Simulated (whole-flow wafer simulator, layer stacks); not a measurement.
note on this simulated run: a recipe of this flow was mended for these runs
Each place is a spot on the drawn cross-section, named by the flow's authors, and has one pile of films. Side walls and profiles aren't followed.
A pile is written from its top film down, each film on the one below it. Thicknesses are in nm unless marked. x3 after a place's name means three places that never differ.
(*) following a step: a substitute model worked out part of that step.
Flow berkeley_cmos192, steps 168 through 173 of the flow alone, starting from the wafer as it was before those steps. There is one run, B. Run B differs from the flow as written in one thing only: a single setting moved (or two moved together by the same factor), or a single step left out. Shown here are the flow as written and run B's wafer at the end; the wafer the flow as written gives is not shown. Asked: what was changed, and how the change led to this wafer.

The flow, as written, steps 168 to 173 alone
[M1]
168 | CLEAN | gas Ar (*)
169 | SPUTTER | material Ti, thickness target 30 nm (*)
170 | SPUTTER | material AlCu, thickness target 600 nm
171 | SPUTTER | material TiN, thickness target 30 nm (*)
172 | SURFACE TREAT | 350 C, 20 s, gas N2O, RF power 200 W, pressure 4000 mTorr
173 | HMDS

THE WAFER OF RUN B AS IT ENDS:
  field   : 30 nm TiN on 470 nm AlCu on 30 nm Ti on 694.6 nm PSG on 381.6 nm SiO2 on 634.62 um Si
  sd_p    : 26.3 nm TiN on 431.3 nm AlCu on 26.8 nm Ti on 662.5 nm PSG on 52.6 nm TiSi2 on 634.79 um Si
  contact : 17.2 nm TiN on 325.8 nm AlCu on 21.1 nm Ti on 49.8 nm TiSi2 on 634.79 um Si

What caused this: step 170, SPUTTER: thickness target 470 nm was run, though the flow has thickness target 600 nm.
One can read it off the wafer: field has AlCu 470, and step 170 as written asks for 600 nm.

The path from the change to this, step by step:
  170 | SPUTTER | material AlCu, thickness target 600 nm
      field, sd_n, spacer_n, gate, spacer_p, gate_p, m1: +470 AlCu (new film) (in the flow as written it would be: +600 AlCu (new film))
      sd_p: +431.3 AlCu (new film) (in the flow as written it would be: +557.4 AlCu (new film))
      (as well as at 1 more place)
  171 | SPUTTER | material TiN, thickness target 30 nm (*)
      contact: +17.2 TiN (new film) (in the flow as written it would be: +16 TiN (new film))
